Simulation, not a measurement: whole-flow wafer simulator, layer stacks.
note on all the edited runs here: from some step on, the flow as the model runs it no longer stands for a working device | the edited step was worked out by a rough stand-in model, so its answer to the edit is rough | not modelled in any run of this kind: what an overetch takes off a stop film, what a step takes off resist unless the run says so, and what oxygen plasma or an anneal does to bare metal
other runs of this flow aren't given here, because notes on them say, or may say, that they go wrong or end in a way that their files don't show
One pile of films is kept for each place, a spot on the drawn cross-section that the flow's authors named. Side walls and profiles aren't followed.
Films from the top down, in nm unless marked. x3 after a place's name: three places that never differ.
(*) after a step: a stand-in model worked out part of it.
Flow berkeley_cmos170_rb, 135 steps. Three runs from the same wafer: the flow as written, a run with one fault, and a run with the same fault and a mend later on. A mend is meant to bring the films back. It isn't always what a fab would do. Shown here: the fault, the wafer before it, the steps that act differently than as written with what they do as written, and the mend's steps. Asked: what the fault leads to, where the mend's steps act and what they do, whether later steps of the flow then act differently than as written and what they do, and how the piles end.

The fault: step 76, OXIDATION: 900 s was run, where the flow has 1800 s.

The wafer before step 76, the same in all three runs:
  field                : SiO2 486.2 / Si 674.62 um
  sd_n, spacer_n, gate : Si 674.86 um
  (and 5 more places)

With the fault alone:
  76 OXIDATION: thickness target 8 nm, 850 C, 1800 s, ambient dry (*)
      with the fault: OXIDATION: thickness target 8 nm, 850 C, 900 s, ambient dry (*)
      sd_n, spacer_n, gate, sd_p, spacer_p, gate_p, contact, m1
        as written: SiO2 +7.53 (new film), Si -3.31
        with the fault: SiO2 +5.12 (new film), Si -2.25
  No later step of the flow acts differently than as written, at any place that is followed, by more than 2% or 0.5 nm, whichever is larger.
  At the end the piles differ from the flow's by more than 2% or 0.5 nm, whichever is larger, at gate, gate_p.
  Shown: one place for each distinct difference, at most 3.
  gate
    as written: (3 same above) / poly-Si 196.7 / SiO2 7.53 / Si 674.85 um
    with the fault: (3 same above) / poly-Si 196.7 / SiO2 5.12 / Si 674.85 um

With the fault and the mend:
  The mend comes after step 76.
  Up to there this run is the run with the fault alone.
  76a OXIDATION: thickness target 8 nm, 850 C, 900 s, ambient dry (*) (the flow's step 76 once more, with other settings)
      sd_n, spacer_n, gate, sd_p, spacer_p, gate_p, contact, m1
        SiO2 +2.41, Si -1.06
      field
        SiO2 +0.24, Si -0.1
  No later step of the flow acts differently than as written at any place that is followed.
  At the end the piles are the same as the flow's at every place that both follow.
